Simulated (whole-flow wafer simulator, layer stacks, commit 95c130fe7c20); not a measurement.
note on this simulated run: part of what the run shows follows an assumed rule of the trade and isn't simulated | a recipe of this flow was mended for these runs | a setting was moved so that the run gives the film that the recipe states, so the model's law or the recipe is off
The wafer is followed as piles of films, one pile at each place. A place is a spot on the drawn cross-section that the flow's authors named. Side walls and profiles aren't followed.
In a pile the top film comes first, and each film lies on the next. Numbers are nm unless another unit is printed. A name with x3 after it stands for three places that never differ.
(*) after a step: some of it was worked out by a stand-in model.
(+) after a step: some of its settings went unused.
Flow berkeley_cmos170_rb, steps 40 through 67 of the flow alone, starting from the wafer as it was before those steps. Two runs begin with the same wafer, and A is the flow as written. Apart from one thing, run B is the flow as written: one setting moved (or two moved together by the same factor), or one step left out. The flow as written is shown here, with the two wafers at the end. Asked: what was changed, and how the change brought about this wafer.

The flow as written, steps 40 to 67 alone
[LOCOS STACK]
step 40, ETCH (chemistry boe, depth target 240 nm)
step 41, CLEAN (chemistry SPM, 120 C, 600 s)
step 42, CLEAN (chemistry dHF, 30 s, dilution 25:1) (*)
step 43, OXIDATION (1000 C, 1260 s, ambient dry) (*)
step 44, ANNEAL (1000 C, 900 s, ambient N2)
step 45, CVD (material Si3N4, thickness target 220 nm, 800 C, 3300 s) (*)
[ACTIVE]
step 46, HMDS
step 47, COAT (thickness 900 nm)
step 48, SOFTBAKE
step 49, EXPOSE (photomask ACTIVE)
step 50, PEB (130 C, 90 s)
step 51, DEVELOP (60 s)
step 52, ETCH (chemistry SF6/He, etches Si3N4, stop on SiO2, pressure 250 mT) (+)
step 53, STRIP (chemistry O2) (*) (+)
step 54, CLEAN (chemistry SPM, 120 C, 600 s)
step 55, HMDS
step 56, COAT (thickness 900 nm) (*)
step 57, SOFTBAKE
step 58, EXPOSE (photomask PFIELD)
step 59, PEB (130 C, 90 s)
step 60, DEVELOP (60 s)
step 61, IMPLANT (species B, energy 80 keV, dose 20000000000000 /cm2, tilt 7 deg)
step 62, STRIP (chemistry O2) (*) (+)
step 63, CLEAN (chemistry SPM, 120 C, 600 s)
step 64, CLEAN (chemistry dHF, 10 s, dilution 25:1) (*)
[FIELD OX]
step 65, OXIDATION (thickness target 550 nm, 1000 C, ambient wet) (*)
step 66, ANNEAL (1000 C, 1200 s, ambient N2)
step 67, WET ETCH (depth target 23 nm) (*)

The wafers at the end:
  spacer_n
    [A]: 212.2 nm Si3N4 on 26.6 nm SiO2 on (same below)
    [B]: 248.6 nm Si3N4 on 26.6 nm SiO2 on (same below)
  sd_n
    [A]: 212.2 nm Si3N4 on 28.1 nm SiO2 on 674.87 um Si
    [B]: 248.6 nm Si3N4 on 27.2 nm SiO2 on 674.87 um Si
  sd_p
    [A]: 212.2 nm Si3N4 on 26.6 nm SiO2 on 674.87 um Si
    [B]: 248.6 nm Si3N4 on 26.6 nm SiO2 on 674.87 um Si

Cause: step 45, CVD: 812 C was run, though the flow has 800 C.

How this came from the change, step by step:
  step 45, CVD (material Si3N4, thickness target 220 nm, 800 C, 3300 s) (*)
      field, sd_n, spacer_n and 6 more: A +220 Si3N4 (new film) | B +256.4 Si3N4 (new film)
  step 52, ETCH (chemistry SF6/He, etches Si3N4, stop on SiO2, pressure 250 mT) (+)
      sd_n, spacer_n, gate, sd_p, spacer_p, gate_p, contact, m1: A -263 KrF-resist | B -302.6 KrF-resist
      field: A -220 Si3N4 (all of it), -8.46 SiO2 | B -256.4 Si3N4 (all of it), -8.46 SiO2
  step 53, STRIP (chemistry O2) (*) (+)
      sd_n, spacer_n, gate, sd_p, spacer_p, gate_p, contact, m1: A -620 KrF-resist (all of it) | B -580.5 KrF-resist (all of it)
  step 56, COAT (thickness 900 nm) (*)
      sd_n: A +782.7 KrF-resist (new film) | B +764.3 KrF-resist (new film)
      m1: A +784.9 KrF-resist (new film) | B +767.4 KrF-resist (new film)
  step 62, STRIP (chemistry O2) (*) (+)
      sd_n: A -766.1 KrF-resist (all of it) | B -747.7 KrF-resist (all of it)
      m1: A -768.3 KrF-resist (all of it) | B -750.8 KrF-resist (all of it)
  step 65, OXIDATION (thickness target 550 nm, 1000 C, ambient wet) (*)
      gate: A +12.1 SiO2 (new film), -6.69 Si3N4, +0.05 SiO2, -0.05 Si | B +12.1 SiO2 (new film), -6.69 Si3N4
      sd_p: A +12.1 SiO2 (new film), -6.69 Si3N4, +0.06 SiO2, -0.06 Si | B +12.1 SiO2 (new film), -6.69 Si3N4
      (as well as at 1 more place)
